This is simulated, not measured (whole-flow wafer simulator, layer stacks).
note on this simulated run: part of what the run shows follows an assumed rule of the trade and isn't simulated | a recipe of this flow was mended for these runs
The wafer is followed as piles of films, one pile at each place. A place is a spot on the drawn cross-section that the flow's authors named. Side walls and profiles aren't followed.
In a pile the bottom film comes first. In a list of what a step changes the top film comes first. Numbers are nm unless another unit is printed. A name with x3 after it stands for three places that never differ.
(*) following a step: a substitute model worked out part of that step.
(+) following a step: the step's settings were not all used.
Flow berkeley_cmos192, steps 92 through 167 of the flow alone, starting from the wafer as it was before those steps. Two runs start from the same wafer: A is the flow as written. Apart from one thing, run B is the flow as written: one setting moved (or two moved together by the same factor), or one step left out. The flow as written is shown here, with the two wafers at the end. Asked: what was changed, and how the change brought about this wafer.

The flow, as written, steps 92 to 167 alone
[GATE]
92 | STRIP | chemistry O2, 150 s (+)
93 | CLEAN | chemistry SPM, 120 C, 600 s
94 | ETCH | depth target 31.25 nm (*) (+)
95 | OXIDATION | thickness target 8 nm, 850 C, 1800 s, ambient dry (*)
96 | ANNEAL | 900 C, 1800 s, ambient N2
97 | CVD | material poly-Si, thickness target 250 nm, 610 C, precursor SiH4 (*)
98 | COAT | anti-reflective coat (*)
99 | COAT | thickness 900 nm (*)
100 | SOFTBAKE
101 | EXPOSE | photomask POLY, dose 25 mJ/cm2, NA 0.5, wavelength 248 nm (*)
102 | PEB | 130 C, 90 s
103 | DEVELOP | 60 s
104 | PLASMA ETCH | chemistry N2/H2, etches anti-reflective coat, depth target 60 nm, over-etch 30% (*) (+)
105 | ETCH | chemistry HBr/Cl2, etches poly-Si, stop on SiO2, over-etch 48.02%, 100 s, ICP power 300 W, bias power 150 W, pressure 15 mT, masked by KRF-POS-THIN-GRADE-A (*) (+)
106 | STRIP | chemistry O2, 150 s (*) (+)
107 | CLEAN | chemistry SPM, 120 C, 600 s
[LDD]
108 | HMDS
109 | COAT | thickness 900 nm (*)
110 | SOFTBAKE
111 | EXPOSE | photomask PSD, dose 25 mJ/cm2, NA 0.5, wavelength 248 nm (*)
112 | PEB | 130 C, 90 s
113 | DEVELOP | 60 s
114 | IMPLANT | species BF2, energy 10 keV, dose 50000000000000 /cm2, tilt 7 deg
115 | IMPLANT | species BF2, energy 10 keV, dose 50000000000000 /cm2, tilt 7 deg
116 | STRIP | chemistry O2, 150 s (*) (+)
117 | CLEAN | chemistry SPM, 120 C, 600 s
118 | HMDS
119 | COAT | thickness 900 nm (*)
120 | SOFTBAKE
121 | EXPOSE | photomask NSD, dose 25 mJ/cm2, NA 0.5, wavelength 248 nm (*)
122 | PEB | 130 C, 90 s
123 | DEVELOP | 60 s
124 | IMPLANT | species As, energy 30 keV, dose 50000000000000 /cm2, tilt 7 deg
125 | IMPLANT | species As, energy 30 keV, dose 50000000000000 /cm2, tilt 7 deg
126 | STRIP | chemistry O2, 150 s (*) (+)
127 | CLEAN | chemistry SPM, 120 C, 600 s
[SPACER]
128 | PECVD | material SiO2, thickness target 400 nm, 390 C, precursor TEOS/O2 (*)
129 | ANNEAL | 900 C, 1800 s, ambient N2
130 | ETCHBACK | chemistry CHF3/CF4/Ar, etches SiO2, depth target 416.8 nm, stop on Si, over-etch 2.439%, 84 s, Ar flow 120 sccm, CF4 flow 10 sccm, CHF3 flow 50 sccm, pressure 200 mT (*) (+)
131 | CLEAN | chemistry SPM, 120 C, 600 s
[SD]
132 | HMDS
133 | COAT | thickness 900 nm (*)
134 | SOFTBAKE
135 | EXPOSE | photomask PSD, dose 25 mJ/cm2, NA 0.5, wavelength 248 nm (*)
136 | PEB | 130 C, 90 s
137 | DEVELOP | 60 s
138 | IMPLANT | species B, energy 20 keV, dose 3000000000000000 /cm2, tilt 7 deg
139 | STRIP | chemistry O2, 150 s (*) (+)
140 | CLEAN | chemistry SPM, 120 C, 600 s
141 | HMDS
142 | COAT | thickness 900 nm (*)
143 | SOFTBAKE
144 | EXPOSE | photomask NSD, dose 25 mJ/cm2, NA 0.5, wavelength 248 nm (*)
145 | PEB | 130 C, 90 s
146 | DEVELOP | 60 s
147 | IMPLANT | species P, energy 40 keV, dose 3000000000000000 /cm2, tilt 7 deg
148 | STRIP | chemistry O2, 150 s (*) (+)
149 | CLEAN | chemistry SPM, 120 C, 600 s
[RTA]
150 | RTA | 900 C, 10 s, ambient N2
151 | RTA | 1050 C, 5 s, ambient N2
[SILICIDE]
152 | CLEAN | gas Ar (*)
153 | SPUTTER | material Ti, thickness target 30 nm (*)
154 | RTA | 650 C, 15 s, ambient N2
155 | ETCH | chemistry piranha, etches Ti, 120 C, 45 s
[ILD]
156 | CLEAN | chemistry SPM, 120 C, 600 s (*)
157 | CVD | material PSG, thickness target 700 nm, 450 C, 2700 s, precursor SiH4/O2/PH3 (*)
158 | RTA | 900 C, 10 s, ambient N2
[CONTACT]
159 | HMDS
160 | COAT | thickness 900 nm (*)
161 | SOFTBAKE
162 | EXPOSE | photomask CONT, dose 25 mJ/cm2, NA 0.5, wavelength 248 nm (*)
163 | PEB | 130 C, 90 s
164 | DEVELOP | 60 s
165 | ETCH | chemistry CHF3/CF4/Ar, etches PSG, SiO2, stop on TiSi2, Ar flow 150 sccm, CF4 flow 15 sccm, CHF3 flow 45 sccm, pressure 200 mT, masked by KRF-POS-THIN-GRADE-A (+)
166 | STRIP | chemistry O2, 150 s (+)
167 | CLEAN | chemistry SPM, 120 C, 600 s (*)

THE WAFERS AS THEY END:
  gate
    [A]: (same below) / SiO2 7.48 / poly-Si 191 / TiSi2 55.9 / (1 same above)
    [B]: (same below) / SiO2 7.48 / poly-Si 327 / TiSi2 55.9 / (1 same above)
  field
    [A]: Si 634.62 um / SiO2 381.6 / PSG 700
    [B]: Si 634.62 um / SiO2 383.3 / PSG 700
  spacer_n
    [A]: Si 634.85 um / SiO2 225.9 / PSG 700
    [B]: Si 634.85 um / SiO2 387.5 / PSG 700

What caused this: step 97, CVD: thickness target 386 nm was run, though the flow has thickness target 250 nm.

The path from the change to this, step by step:
  97 | CVD | material poly-Si, thickness target 250 nm, 610 C, precursor SiH4 (*)
      field, sd_n, spacer_n and 6 more: A +250 poly-Si (new film) | B +386 poly-Si (new film)
  98 | COAT | anti-reflective coat (*)
      field: A +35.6 anti-reflective coat (new film) | B +36.9 anti-reflective coat (new film)
      sd_n: A +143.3 anti-reflective coat (new film) | B +147.8 anti-reflective coat (new film)
      (and at 1 other place as well)
  104 | PLASMA ETCH | chemistry N2/H2, etches anti-reflective coat, depth target 60 nm, over-etch 30% (*) (+)
      field: A -35.6 anti-reflective coat (all of it), -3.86 poly-Si | B -36.9 anti-reflective coat (all of it), -3.98 poly-Si
      sd_n: A -143.3 anti-reflective coat (all of it), -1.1 poly-Si | B -147.8 anti-reflective coat (all of it), -1.14 poly-Si
      (and at 1 other place as well)
  105 | ETCH | chemistry HBr/Cl2, etches poly-Si, stop on SiO2, over-etch 48.02%, 100 s, ICP power 300 W, bias power 150 W, pressure 15 mT, masked by KRF-POS-THIN-GRADE-A (*) (+)
      field: A -246.1 poly-Si (all of it), -1.71 SiO2 | B -382 poly-Si (all of it)
      sd_n: A -248.9 poly-Si (all of it), -1.5 SiO2 | B -384.9 poly-Si (all of it)
      (and at 5 other places as well)
  109 | COAT | thickness 900 nm (*)
      gate: A +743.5 KrF-resist (new film) | B +629.9 KrF-resist (new film)
      gate_p: A +739.8 KrF-resist (new film) | B +626.3 KrF-resist (new film)
  113 | DEVELOP | 60 s
      gate_p: A -738.2 KrF-resist (all of it) | B -625 KrF-resist (all of it)
  116 | STRIP | chemistry O2, 150 s (*) (+)
      gate: A -727 KrF-resist (all of it), +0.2 chemical SiO2, -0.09 poly-Si | B -613.7 KrF-resist (all of it), +0.2 chemical SiO2, -0.09 poly-Si
  119 | COAT | thickness 900 nm (*)
      gate: A +743.4 KrF-resist (new film) | B +629.8 KrF-resist (new film)
      gate_p: A +739.7 KrF-resist (new film) | B +626.2 KrF-resist (new film)
  123 | DEVELOP | 60 s
      gate: A -741.9 KrF-resist (all of it) | B -628.5 KrF-resist (all of it)
  126 | STRIP | chemistry O2, 150 s (*) (+)
      gate_p: A -723.2 KrF-resist (all of it), +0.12 chemical SiO2, -0.05 poly-Si | B -609.9 KrF-resist (all of it), +0.12 chemical SiO2, -0.05 poly-Si
  130 | ETCHBACK | chemistry CHF3/CF4/Ar, etches SiO2, depth target 416.8 nm, stop on Si, over-etch 2.439%, 84 s, Ar flow 120 sccm, CF4 flow 10 sccm, CHF3 flow 50 sccm, pressure 200 mT (*) (+)
      spacer_n, spacer_p: A -161 SiO2 | B nothing
  133 | COAT | thickness 900 nm (*)
      spacer_n: A +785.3 KrF-resist (new film) | B +665.7 KrF-resist (new film)
      gate: A +764.7 KrF-resist (new film) | B +673.3 KrF-resist (new film)
      (and at 3 other places as well)
  137 | DEVELOP | 60 s
      sd_p: A -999 KrF-resist (all of it) | B -1019.6 KrF-resist (all of it)
      spacer_p: A -778.4 KrF-resist (all of it) | B -659.5 KrF-resist (all of it)
      (and at 1 other place as well)
  139 | STRIP | chemistry O2, 150 s (*) (+)
      spacer_n: A -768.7 KrF-resist (all of it) | B -649.3 KrF-resist (all of it)
      gate: A -748.1 KrF-resist (all of it), +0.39 chemical SiO2, -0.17 poly-Si | B -657 KrF-resist (all of it), +0.39 chemical SiO2, -0.17 poly-Si
  142 | COAT | thickness 900 nm (*)
      spacer_n: A +785.4 KrF-resist (new film) | B +665.8 KrF-resist (new film)
      gate: A +764.6 KrF-resist (new film) | B +673.2 KrF-resist (new film)
      (and at 3 other places as well)
  146 | DEVELOP | 60 s
      spacer_n: A -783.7 KrF-resist (all of it) | B -664.4 KrF-resist (all of it)
      gate: A -762.9 KrF-resist (all of it) | B -671.8 KrF-resist (all of it)
  ... 2 further steps ...
  166 | STRIP | chemistry O2, 150 s (+)
      field: A -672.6 KrF-resist (all of it) | B -691.9 KrF-resist (all of it)
      spacer_n: A -612.8 KrF-resist (all of it) | B -527.3 KrF-resist (all of it)
      (and at 4 other places as well)
